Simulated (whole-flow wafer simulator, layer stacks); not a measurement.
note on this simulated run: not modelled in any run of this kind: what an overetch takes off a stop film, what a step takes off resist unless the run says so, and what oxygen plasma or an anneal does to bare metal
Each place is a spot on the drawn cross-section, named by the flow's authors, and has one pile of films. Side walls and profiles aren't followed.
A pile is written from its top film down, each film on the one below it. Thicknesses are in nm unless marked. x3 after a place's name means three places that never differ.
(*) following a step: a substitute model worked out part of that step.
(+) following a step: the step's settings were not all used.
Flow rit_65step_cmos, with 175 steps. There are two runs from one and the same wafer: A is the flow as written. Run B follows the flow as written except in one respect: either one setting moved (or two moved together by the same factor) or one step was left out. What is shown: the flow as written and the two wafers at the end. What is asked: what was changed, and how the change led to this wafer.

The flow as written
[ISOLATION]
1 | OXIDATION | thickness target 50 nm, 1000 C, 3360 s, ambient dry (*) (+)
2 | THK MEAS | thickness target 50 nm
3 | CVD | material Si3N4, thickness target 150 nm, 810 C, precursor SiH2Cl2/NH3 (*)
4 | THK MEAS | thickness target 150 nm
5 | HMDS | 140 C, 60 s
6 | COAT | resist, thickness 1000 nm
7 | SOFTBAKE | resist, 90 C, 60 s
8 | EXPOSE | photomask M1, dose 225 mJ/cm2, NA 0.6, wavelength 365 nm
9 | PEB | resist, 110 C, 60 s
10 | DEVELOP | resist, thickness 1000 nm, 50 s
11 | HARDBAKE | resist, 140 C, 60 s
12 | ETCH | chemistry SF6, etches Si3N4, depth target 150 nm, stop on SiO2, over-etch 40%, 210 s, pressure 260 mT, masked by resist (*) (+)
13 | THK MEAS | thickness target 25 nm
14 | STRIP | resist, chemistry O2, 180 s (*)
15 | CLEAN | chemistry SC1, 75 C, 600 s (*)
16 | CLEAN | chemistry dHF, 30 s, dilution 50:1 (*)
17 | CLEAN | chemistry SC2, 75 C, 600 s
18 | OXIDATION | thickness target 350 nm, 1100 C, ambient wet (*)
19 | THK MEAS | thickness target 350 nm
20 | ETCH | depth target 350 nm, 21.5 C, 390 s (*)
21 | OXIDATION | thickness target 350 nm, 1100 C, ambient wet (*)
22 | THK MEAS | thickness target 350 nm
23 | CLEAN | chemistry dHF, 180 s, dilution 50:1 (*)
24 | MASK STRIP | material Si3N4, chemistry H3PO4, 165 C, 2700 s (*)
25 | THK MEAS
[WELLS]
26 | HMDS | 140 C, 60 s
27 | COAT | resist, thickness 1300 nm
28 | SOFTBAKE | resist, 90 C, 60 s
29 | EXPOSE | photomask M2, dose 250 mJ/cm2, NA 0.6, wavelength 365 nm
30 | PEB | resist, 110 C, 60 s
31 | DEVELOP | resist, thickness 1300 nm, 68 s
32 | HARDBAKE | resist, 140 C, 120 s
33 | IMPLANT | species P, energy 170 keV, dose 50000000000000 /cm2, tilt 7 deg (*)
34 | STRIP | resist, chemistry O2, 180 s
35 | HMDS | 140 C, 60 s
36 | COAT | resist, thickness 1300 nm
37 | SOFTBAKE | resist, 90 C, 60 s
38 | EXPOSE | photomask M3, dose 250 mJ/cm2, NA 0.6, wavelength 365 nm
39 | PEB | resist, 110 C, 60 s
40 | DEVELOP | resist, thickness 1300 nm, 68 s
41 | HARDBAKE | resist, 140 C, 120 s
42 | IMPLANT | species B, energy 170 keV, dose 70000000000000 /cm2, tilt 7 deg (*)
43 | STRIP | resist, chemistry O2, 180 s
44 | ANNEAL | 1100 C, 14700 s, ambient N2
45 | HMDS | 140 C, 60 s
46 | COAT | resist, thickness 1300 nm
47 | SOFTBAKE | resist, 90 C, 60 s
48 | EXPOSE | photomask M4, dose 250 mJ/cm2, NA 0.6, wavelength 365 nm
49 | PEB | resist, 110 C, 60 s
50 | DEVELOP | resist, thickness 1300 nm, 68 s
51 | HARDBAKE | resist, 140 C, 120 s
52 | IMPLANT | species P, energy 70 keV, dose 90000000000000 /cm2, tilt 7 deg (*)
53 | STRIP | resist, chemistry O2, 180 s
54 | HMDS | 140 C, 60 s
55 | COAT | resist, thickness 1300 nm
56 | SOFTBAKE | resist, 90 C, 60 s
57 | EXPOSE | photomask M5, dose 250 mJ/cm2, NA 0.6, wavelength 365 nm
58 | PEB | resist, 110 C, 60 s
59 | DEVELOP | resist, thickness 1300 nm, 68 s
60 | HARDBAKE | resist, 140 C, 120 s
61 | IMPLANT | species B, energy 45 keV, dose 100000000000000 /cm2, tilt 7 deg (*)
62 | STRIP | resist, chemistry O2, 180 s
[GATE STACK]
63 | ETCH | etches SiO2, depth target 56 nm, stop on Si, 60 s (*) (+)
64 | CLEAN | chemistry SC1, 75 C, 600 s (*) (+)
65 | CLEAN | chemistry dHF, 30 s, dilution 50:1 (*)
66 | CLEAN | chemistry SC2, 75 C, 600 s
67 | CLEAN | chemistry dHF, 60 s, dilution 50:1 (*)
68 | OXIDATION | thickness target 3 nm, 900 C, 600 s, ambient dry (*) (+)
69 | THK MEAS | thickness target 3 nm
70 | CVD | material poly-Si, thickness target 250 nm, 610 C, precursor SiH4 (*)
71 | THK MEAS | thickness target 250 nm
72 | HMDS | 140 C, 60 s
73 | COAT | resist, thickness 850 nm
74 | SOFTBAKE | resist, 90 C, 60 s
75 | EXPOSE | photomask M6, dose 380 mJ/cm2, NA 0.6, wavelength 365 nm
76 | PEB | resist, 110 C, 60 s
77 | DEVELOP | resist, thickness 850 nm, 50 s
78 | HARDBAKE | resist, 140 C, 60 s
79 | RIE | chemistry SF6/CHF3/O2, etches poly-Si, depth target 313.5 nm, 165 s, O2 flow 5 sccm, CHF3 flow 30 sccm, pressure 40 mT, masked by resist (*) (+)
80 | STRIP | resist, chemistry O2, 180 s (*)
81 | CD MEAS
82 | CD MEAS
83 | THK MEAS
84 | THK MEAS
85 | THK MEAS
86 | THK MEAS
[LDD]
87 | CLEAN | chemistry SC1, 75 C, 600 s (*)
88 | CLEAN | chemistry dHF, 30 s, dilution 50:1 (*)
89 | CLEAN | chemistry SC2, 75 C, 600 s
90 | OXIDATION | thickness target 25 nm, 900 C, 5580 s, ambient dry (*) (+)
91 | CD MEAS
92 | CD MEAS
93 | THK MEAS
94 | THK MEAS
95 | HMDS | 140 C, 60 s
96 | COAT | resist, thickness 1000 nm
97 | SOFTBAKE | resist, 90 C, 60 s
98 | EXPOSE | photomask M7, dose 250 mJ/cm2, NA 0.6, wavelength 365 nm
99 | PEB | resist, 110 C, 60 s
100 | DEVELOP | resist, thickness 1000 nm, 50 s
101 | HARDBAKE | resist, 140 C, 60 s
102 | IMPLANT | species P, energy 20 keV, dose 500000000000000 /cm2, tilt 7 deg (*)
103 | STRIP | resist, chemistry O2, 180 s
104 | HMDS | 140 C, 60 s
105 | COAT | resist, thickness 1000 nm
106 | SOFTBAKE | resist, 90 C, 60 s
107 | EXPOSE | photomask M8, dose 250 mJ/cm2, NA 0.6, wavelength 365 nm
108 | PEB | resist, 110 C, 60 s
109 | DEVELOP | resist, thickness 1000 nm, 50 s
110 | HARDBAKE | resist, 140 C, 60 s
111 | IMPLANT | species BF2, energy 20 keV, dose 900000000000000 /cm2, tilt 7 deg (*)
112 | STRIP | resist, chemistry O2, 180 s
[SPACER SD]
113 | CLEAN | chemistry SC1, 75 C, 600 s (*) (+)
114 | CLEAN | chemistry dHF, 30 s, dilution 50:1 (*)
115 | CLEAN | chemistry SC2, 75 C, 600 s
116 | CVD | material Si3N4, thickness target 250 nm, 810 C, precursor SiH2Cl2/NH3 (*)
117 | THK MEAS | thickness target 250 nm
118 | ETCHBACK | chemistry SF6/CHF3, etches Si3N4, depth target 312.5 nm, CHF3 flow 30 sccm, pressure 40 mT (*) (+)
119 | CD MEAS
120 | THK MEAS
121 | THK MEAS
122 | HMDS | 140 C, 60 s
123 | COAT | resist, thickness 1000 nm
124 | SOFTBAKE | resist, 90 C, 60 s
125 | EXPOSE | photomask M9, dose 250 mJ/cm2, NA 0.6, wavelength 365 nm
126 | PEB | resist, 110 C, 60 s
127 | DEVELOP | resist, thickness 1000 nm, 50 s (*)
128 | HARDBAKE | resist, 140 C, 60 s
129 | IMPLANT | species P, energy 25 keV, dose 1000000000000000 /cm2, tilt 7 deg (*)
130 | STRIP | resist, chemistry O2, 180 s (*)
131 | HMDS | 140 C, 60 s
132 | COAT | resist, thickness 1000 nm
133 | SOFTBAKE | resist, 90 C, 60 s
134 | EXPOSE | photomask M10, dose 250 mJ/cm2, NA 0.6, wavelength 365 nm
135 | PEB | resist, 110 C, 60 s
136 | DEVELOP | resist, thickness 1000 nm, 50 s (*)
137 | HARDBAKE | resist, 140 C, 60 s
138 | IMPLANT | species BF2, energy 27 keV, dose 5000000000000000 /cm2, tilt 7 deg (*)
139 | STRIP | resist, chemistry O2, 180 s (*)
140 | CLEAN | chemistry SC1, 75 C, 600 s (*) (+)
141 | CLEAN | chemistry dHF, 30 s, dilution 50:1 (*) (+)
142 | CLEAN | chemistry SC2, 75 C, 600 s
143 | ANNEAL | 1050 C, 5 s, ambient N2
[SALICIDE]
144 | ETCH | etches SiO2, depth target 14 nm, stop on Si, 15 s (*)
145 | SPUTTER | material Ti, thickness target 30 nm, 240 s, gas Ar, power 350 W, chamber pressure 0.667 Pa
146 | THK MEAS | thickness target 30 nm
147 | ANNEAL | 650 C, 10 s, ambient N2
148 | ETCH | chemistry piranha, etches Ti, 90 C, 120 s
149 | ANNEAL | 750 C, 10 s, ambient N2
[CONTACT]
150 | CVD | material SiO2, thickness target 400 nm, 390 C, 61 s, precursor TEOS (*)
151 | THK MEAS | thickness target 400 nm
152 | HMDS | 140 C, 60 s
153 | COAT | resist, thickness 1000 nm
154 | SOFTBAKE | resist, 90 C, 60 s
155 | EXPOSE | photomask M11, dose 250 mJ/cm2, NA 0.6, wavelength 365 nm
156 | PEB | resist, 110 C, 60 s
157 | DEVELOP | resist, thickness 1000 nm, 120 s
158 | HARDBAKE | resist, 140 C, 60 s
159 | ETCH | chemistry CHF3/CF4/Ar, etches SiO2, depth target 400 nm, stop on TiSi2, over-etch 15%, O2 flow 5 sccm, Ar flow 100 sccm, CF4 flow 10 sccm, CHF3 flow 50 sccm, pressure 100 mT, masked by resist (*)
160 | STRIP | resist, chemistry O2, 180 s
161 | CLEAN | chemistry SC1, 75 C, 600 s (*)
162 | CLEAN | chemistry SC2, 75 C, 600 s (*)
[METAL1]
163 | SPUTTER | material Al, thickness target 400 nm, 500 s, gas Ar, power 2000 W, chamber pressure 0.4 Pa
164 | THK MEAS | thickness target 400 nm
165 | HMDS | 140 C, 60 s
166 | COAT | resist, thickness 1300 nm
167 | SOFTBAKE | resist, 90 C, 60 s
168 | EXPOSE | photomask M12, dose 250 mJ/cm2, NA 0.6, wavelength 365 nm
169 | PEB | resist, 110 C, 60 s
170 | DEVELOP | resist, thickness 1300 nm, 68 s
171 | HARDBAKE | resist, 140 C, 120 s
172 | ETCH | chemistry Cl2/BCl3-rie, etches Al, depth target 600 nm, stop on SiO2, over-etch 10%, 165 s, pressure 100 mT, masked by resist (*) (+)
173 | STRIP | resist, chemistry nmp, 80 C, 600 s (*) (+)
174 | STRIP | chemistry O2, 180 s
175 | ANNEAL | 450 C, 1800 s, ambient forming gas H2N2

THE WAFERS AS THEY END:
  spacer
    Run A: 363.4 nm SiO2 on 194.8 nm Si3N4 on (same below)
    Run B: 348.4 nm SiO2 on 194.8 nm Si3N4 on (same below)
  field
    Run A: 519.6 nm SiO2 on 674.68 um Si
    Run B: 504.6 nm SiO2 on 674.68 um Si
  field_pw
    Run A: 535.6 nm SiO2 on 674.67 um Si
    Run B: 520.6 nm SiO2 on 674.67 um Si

What caused this: step 163, SPUTTER: thickness target 280 nm was run, whereas the flow has thickness target 400 nm.

Step by step, how the change led to this:
  163 | SPUTTER | material Al, thickness target 400 nm, 500 s, gas Ar, power 2000 W, chamber pressure 0.4 Pa
      field, field_p, spacer, spacer_p: A +400 Al (new film) | B +280 Al (new film)
      gate_n, gate_p: A +396 Al (new film) | B +280 Al (new film)
      (and at 2 other places as well)
  172 | ETCH | chemistry Cl2/BCl3-rie, etches Al, depth target 600 nm, stop on SiO2, over-etch 10%, 165 s, pressure 100 mT, masked by resist (*) (+)
      field, field_p, spacer, spacer_p: A -400 Al (all of it), -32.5 SiO2 | B -280 Al (all of it), -47.5 SiO2
      gate_n, gate_p: A -396 Al (all of it), -33 SiO2 | B -280 Al (all of it), -47.5 SiO2
      (and at 2 other places as well)
